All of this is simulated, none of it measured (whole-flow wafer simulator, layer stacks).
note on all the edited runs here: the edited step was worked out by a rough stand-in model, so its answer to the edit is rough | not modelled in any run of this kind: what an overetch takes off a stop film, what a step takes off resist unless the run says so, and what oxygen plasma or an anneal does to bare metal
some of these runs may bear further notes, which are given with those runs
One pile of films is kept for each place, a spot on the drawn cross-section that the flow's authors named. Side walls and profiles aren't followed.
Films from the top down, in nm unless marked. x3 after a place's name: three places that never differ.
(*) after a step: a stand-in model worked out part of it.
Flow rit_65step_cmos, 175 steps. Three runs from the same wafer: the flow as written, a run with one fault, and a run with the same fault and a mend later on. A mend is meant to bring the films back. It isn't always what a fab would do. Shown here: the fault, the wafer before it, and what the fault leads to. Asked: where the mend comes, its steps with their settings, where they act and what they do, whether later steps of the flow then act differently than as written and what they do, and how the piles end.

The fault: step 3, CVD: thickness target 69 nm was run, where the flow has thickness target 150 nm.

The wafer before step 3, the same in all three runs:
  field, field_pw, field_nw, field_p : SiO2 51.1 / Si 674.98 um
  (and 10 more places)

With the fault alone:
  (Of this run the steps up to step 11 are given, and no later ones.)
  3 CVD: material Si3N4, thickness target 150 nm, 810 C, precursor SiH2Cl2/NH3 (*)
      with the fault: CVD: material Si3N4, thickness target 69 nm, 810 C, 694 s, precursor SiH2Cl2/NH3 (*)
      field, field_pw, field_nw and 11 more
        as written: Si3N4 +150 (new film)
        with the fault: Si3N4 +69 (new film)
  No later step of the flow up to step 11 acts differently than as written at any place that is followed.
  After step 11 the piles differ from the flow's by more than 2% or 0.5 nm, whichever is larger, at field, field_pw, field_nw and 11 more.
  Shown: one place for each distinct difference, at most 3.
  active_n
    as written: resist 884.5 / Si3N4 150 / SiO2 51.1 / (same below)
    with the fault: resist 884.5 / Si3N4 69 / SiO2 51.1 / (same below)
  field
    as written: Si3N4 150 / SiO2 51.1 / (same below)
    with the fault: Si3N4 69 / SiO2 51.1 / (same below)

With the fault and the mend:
  The mend comes after step 4.
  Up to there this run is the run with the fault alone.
  4a ETCH: chemistry h3po4, depth target 79.35 nm
      field, field_pw, field_nw and 11 more
        Si3N4 -69 (all of it)
  4b CLEAN: chemistry SC2, 75 C, 600 s
      changes no film at any place that is followed
  4c CVD: material Si3N4, thickness target 150 nm, 810 C, precursor SiH2Cl2/NH3 (*) (the flow's step 3 once more)
      field, field_pw, field_nw and 11 more
        Si3N4 +150 (new film)
  No later step of the flow acts differently than as written at any place that is followed.
  At the end the piles are the same as the flow's at every place that both follow.
